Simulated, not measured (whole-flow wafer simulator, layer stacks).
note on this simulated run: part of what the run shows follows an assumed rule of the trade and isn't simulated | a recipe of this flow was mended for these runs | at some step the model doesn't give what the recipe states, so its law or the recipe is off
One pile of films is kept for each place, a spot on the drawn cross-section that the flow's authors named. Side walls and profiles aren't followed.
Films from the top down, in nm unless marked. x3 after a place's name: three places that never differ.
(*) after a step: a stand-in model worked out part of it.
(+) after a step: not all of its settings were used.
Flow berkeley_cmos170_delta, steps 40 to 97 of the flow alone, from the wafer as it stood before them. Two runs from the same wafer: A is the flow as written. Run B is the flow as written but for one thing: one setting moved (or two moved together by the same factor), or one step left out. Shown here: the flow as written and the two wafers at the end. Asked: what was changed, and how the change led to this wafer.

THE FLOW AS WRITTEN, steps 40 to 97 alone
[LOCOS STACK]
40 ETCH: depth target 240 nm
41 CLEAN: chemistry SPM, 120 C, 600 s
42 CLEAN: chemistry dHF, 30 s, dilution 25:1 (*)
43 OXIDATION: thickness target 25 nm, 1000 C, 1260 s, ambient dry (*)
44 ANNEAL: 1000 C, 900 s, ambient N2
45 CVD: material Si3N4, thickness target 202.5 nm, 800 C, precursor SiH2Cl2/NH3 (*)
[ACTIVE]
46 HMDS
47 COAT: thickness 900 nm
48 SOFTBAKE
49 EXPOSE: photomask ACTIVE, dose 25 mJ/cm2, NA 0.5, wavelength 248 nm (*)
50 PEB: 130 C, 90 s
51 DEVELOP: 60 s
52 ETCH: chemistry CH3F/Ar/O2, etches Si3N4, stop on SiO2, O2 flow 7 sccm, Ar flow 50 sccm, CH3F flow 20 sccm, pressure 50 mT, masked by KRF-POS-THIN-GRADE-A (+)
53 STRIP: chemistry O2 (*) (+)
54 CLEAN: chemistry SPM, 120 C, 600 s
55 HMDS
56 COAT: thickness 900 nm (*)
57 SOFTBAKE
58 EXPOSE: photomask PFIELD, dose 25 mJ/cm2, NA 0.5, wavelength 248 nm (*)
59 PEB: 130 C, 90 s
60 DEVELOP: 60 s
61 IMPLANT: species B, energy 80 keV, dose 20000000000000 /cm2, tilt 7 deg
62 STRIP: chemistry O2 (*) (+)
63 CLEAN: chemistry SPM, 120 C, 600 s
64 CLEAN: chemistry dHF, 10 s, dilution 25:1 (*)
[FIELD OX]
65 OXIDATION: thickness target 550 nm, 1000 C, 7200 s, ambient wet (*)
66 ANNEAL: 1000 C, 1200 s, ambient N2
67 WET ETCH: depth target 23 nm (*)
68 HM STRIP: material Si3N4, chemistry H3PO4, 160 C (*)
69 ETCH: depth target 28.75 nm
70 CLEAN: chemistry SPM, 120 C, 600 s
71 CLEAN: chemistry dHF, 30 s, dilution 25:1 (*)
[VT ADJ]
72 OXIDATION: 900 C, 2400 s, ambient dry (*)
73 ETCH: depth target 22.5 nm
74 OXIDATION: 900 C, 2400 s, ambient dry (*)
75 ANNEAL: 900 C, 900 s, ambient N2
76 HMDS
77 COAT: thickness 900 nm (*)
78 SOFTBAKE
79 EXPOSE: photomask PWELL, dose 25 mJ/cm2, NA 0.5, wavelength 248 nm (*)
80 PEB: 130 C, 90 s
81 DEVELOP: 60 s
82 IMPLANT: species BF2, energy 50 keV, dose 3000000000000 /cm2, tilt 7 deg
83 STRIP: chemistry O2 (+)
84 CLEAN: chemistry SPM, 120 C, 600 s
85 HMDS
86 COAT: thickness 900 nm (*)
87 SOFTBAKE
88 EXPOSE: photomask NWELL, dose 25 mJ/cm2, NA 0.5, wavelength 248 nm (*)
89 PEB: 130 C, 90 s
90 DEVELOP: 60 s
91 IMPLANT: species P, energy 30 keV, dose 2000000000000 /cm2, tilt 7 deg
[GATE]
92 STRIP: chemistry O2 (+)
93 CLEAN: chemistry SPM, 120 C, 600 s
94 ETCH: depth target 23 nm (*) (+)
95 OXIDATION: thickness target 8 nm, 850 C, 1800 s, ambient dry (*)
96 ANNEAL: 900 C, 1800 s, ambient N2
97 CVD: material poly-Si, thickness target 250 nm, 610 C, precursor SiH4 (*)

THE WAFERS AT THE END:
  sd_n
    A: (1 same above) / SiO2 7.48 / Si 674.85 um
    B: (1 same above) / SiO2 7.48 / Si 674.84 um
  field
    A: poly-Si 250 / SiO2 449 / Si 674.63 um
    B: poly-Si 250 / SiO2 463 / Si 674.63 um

The cause: step 45, CVD: 680 C was run, where the flow has 800 C.

How the change led to this, step by step:
  45 CVD: material Si3N4, thickness target 202.5 nm, 800 C, precursor SiH2Cl2/NH3 (*)
      field, sd_n, spacer_n and 6 more: A Si3N4 +202.5 (new film) | B Si3N4 +21.1 (new film)
  52 ETCH: chemistry CH3F/Ar/O2, etches Si3N4, stop on SiO2, O2 flow 7 sccm, Ar flow 50 sccm, CH3F flow 20 sccm, pressure 50 mT, masked by KRF-POS-THIN-GRADE-A (+)
      sd_n, spacer_n, gate, sd_p, spacer_p, gate_p, contact, m1: A KrF-resist -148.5 | B KrF-resist -27.6
      field: A Si3N4 -202.5 (all of it), SiO2 -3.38 | B Si3N4 -21.1 (all of it), SiO2 -3.38
  53 STRIP: chemistry O2 (*) (+)
      sd_n, spacer_n, gate, sd_p, spacer_p, gate_p, contact, m1: A KrF-resist -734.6 (all of it) | B KrF-resist -855.5 (all of it)
  56 COAT: thickness 900 nm (*)
      field: A KrF-resist +956.4 (new film) | B KrF-resist +906.7 (new film)
      sd_n: A KrF-resist +794.3 (new film) | B KrF-resist +887.3 (new film)
      (and at 7 more places)
  60 DEVELOP: 60 s
      field: A KrF-resist -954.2 (all of it) | B KrF-resist -904.7 (all of it)
  62 STRIP: chemistry O2 (*) (+)
      sd_n: A KrF-resist -777.7 (all of it) | B KrF-resist -870.4 (all of it)
      spacer_n: A KrF-resist -807.8 (all of it) | B KrF-resist -873.7 (all of it)
      (and at 6 more places)
  65 OXIDATION: thickness target 550 nm, 1000 C, 7200 s, ambient wet (*)
      sd_n: A SiO2 +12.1 (new film), Si3N4 -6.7, SiO2 +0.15, Si -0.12 | B SiO2 +12.1 (new film), Si3N4 -6.7, SiO2 +33.6, Si -15.1
      sd_p: A SiO2 +12.1 (new film), Si3N4 -6.7, SiO2 +0.15, Si -0.12 | B SiO2 +12.1 (new film), Si3N4 -6.7, SiO2 +32.2, Si -14.4
  68 HM STRIP: material Si3N4, chemistry H3PO4, 160 C (*)
      sd_n, spacer_n, gate, sd_p, spacer_p, gate_p, contact, m1: A Si3N4 -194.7 (all of it), SiO2 -9.06 | B Si3N4 -13.2 (all of it), SiO2 -0.62
      field: A SiO2 -15.1 | B SiO2 -1.03
  69 ETCH: depth target 28.75 nm
      sd_n: A SiO2 -17.6 (all of it) | B SiO2 -28.8
      sd_p: A SiO2 -17.6 (all of it) | B SiO2 -28.7
      (and at 6 more places)
  70 CLEAN: chemistry SPM, 120 C, 600 s
      sd_n, sd_p: A chemical SiO2 +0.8 (new film), Si -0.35 | B nothing
  71 CLEAN: chemistry dHF, 30 s, dilution 25:1 (*)
      sd_n, sd_p: A chemical SiO2 -0.8 (all of it) | B SiO2 -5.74
  72 OXIDATION: 900 C, 2400 s, ambient dry (*)
      sd_n: A SiO2 +14.9 (new film), Si -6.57 | B SiO2 +9.45, Si -4.16
      sd_p: A SiO2 +14.9 (new film), Si -6.57 | B SiO2 +9.65, Si -4.24
  73 ETCH: depth target 22.5 nm
      sd_n, sd_p: A SiO2 -14.9 (all of it) | B SiO2 -22.5
  74 OXIDATION: 900 C, 2400 s, ambient dry (*)
      sd_n: A SiO2 +14.9 (new film), Si -6.57 | B SiO2 +9.38, Si -4.13
      sd_p: A SiO2 +14.9 (new film), Si -6.57 | B SiO2 +9.5, Si -4.18
  94 ETCH: depth target 23 nm (*) (+)
      sd_n: A SiO2 -14.9 (all of it) | B SiO2 -21.4 (all of it)
      sd_p: A SiO2 -14.9 (all of it) | B SiO2 -20.3 (all of it)
